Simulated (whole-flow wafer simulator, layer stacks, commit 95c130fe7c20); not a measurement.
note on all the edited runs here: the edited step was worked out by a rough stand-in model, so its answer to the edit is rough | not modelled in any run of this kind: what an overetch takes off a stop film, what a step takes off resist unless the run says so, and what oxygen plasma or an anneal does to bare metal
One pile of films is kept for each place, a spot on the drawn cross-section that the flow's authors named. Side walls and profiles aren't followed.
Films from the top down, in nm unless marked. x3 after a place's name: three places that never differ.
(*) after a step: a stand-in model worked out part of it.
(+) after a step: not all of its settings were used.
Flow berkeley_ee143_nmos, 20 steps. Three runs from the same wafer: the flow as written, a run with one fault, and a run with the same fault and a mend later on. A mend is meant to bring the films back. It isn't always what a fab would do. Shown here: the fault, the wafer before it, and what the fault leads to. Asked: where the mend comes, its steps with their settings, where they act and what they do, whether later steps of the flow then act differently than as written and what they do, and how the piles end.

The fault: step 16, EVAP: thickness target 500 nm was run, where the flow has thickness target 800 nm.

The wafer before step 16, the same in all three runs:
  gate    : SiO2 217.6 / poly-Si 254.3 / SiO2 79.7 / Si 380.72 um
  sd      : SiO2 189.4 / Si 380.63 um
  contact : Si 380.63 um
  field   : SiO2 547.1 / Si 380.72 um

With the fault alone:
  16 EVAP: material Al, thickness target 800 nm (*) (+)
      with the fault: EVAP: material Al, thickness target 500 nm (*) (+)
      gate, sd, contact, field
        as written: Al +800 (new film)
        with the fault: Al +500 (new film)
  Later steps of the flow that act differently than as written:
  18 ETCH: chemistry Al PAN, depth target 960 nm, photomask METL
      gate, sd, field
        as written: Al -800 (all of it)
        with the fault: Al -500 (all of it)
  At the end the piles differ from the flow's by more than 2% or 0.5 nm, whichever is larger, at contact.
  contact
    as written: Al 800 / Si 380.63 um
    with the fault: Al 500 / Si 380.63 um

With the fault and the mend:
  The mend comes after step 16.
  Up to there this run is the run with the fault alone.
  16a EVAP: material Al, thickness target 300 nm (*) (+) (the flow's step 16 once more, with other settings)
      gate, sd, contact, field
        Al +300
  No later step of the flow acts differently than as written at any place that is followed.
  At the end the piles are the same as the flow's at every place that both follow.
